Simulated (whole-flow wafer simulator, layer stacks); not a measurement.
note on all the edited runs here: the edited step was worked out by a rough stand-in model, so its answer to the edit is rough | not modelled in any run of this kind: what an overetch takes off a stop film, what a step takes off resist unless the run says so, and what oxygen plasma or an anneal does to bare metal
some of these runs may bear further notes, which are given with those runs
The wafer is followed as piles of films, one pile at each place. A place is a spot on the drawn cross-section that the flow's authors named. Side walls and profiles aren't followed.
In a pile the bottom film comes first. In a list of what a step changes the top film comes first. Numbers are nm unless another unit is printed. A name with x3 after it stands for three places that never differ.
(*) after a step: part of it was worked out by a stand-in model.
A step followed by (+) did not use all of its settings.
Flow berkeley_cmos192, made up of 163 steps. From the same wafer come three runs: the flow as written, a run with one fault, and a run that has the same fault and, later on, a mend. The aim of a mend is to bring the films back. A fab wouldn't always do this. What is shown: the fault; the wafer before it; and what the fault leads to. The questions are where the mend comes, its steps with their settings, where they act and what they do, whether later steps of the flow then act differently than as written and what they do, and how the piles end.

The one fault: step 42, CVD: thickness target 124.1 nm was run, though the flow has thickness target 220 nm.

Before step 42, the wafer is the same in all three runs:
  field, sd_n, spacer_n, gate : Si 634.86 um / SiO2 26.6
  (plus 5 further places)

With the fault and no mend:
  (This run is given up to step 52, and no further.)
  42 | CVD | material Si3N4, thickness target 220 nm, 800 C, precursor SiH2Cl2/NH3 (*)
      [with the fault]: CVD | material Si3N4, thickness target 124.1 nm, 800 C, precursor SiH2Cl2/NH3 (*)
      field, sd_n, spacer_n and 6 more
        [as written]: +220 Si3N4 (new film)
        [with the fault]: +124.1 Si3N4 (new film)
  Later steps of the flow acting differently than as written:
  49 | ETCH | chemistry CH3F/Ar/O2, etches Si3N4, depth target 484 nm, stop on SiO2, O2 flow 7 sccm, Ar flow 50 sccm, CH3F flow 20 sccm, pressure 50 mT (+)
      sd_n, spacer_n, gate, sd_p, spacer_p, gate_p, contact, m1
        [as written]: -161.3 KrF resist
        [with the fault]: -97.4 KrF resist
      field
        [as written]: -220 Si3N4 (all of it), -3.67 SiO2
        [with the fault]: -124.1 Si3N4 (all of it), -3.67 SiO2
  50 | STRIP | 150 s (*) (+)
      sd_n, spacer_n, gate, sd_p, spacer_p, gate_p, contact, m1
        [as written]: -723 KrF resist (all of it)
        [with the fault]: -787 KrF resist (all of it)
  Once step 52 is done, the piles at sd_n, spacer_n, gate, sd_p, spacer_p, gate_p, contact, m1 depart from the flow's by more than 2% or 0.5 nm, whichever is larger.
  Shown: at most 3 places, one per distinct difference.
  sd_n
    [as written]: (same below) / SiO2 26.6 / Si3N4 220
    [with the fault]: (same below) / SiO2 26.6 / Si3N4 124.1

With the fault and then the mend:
  The mend stands after step 42.
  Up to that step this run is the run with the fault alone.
  42a | ETCH | chemistry h3po4, depth target 142.7 nm
      field, sd_n, spacer_n and 6 more
        -124.1 Si3N4 (all of it)
  42b | CLEAN | chemistry SPM (the flow's step 34, run once more)
      leaves every film unchanged at each place that is followed
  42c | CVD | material Si3N4, thickness target 220 nm, 800 C, precursor SiH2Cl2/NH3 (*) (the flow's step 42, run once more)
      field, sd_n, spacer_n and 6 more
        +220 Si3N4 (new film)
  None of the later steps of the flow acts differently than as written at any place that is followed.
  At every place that both follow, the piles at the end match the flow's.
